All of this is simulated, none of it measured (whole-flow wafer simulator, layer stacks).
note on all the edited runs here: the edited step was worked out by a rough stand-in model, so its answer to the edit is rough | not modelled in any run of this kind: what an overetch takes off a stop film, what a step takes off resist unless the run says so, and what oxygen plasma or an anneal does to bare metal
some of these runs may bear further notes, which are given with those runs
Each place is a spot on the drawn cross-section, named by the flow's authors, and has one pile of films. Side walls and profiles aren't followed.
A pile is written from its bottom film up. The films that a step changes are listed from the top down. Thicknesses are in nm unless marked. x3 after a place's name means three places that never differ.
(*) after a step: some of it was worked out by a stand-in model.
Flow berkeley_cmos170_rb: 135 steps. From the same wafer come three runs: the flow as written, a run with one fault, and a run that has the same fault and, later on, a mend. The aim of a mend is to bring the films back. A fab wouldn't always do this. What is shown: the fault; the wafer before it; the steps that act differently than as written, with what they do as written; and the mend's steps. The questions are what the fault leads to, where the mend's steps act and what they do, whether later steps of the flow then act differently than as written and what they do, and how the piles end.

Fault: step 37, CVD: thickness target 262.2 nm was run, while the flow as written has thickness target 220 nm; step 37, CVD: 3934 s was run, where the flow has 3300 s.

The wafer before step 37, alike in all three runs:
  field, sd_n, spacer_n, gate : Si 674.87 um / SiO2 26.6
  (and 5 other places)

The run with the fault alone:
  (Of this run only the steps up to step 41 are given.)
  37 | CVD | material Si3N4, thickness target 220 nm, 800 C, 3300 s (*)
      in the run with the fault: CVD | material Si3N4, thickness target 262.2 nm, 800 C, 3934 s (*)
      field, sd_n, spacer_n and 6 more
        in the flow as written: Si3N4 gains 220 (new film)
        in the run with the fault: Si3N4 gains 262.2 (new film)
  Later steps of the flow up to step 41 that are run all act as written at every place that is followed.
  The piles after step 41 differ from the flow's at field, sd_n, spacer_n and 6 more by more than 2% or 0.5 nm, whichever is larger.
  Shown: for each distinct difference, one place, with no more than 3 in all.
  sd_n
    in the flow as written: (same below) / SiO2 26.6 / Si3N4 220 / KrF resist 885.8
    in the run with the fault: (same below) / SiO2 26.6 / Si3N4 262.2 / KrF resist 885.8
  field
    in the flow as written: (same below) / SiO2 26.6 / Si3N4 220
    in the run with the fault: (same below) / SiO2 26.6 / Si3N4 262.2

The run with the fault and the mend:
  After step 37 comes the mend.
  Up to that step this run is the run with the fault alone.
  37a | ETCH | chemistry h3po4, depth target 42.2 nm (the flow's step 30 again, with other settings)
      field, sd_n, spacer_n and 6 more
        Si3N4 loses 42.2
  Later steps of the flow that are run all act as written at every place that is followed.
  The piles end the same as the flow's at every place that both follow.
